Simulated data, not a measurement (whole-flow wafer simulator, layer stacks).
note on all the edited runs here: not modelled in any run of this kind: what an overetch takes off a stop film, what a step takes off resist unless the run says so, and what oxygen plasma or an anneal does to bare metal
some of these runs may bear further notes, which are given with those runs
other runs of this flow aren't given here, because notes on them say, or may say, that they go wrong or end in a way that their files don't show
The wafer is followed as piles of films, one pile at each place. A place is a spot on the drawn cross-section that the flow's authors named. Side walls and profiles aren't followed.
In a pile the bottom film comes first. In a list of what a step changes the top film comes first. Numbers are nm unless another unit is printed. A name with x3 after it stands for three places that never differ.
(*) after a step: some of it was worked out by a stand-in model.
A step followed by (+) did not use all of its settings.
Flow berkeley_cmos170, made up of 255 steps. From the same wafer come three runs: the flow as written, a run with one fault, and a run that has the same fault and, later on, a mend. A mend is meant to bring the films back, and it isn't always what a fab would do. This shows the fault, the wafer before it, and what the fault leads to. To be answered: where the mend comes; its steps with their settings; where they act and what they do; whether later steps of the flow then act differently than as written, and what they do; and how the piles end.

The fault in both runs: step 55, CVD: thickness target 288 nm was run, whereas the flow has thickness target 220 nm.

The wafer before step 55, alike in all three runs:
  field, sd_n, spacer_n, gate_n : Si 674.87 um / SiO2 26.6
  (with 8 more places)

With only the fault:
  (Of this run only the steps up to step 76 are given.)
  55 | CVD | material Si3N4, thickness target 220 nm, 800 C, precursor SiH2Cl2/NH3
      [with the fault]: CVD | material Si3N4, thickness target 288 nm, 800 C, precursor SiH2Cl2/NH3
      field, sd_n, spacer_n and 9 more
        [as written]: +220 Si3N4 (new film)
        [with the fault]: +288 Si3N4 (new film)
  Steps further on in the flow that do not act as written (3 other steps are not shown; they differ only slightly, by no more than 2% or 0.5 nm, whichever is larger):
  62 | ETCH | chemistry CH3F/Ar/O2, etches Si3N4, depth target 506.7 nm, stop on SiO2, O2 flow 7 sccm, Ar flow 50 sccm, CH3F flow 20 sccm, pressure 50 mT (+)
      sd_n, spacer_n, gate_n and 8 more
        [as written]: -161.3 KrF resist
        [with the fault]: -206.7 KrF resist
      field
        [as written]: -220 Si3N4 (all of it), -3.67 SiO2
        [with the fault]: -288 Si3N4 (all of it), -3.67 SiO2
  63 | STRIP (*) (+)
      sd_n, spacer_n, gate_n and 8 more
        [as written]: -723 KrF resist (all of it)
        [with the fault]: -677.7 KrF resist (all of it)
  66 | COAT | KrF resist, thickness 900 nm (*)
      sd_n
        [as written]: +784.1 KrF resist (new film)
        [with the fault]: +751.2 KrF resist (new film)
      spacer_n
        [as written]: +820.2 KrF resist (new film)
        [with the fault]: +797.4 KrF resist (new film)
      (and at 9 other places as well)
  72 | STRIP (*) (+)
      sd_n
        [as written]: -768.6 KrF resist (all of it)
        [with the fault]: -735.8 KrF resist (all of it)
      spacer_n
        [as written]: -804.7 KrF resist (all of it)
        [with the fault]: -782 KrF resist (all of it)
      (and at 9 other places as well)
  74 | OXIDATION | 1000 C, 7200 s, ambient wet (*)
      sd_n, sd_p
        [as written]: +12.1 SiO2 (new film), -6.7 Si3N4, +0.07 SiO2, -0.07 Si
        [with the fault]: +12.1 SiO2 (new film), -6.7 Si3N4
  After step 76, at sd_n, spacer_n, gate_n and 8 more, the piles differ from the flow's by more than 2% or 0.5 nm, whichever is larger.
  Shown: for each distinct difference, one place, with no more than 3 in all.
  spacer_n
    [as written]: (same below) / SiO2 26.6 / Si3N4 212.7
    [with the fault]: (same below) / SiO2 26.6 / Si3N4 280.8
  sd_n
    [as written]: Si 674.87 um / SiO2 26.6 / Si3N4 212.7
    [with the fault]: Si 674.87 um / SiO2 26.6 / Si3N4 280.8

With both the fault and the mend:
  The mend follows step 55.
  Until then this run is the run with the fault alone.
  55a | ETCH | chemistry h3po4, depth target 68 nm
      field, sd_n, spacer_n and 9 more
        -68 Si3N4
  None of the later steps of the flow acts differently than as written at any place that is followed.
  At every place that both follow, the piles at the end match the flow's.
